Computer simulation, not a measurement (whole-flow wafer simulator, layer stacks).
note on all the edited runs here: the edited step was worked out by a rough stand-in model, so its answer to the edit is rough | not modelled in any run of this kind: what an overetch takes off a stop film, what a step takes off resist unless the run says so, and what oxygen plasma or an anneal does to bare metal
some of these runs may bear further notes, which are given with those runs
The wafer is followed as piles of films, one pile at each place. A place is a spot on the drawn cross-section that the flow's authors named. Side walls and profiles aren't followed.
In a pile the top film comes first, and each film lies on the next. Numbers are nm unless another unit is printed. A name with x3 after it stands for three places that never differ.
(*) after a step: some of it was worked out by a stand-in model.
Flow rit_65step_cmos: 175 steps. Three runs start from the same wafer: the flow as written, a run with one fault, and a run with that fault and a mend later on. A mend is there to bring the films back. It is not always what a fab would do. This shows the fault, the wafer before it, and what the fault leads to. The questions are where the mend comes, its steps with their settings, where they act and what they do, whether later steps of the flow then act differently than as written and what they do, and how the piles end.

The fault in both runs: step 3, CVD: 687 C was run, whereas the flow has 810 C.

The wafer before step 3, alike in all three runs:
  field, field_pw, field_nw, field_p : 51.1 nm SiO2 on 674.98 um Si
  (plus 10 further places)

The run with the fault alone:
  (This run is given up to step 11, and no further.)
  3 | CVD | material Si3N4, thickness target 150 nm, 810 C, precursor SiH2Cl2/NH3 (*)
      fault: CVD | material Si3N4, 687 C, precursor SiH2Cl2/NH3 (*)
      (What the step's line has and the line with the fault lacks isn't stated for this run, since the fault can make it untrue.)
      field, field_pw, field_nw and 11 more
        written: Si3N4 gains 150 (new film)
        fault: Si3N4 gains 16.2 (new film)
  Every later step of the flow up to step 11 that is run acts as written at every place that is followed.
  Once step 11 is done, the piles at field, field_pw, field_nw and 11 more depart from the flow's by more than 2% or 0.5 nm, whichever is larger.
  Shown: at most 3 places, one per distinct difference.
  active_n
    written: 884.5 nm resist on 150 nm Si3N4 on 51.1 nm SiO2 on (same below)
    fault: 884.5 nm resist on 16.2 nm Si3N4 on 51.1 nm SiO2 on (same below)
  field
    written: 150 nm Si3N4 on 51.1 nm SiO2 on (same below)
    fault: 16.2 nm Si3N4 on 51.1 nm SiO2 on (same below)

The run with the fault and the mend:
  After step 4 comes the mend.
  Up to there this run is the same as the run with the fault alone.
  4a | CVD | material Si3N4, thickness target 134 nm, 810 C, precursor SiH2Cl2/NH3 (*) (the flow's step 3 again, with other settings)
      field, field_pw, field_nw and 11 more
        Si3N4 gains 134
  Every later step of the flow that is run acts as written, at every place that is followed, to within 2% or 0.5 nm, whichever is larger.
  By the end, the piles equal the flow's at every place that both follow.
